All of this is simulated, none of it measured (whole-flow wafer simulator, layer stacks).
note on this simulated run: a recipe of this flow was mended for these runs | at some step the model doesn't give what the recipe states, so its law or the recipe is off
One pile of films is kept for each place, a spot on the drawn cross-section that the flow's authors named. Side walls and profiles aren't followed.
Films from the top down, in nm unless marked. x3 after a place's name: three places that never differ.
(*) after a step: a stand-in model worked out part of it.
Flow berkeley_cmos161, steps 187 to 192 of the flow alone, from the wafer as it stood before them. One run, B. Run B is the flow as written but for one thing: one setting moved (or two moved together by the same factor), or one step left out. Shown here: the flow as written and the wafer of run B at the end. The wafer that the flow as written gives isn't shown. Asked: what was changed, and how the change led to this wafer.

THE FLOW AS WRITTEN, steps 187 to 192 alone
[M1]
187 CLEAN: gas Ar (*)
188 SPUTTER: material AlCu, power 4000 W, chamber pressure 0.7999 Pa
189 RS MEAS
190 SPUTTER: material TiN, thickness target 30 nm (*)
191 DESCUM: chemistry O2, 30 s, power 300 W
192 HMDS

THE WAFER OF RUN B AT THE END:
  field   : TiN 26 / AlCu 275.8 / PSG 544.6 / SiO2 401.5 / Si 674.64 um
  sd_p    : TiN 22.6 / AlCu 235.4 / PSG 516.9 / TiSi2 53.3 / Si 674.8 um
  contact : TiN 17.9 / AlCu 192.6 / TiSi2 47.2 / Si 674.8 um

The cause: step 190, SPUTTER: thickness target 26 nm was run, where the flow has thickness target 30 nm.
It can be read off the wafer: field has TiN 26, and step 190 as written asks for 30 nm.

How the change led to this, step by step:
  190 SPUTTER: material TiN, thickness target 30 nm (*)
      field, sd_n, spacer_n, gate_n, spacer_p, gate_p, m1: TiN +26 (new film) (as written it would be: TiN +30 (new film))
      sd_p: TiN +22.6 (new film) (as written it would be: TiN +26.1 (new film))
      (and at 1 more place)
